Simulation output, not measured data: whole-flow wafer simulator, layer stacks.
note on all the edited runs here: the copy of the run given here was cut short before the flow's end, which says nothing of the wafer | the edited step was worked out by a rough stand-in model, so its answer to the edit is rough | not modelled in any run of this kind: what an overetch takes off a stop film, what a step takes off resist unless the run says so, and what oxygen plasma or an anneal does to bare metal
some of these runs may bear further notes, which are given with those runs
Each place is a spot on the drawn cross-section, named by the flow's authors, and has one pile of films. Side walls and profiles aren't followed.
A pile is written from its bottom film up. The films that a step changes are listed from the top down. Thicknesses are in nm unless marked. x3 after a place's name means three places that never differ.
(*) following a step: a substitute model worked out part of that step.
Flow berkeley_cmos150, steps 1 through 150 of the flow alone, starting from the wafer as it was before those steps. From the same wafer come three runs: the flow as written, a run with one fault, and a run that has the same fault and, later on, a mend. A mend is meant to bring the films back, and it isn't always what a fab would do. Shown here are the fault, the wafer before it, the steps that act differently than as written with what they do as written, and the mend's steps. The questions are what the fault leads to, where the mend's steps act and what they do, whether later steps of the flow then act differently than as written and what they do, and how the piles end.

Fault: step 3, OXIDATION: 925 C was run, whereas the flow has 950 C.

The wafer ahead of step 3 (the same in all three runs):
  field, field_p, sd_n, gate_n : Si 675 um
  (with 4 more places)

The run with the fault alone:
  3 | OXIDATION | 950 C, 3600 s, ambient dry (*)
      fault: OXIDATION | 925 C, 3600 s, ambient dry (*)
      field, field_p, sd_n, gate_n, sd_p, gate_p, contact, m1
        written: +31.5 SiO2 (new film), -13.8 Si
        fault: +24.5 SiO2 (new film), -10.8 Si
  Steps further on in the flow that do not act as written (34 more steps, not shown, differ only slightly: by at most 2% or 0.5 nm, whichever is larger):
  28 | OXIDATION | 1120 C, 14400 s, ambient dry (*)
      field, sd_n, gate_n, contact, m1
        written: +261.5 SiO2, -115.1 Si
        fault: +267.2 SiO2, -117.6 Si
  The piles end only slightly different from the flow's at the places that both follow, by no more than 2% or 0.5 nm, whichever is larger.

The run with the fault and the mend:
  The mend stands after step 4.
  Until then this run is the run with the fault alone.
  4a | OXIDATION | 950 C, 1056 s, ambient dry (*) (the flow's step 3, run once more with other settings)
      field, field_p, sd_n, gate_n, sd_p, gate_p, contact, m1
        +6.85 SiO2, -3.01 Si
  None of the later steps of the flow differs from how it acts as written, at any place that is followed, by more than 2% or 0.5 nm, whichever is larger.
  The piles end the same as the flow's at every place that both follow.
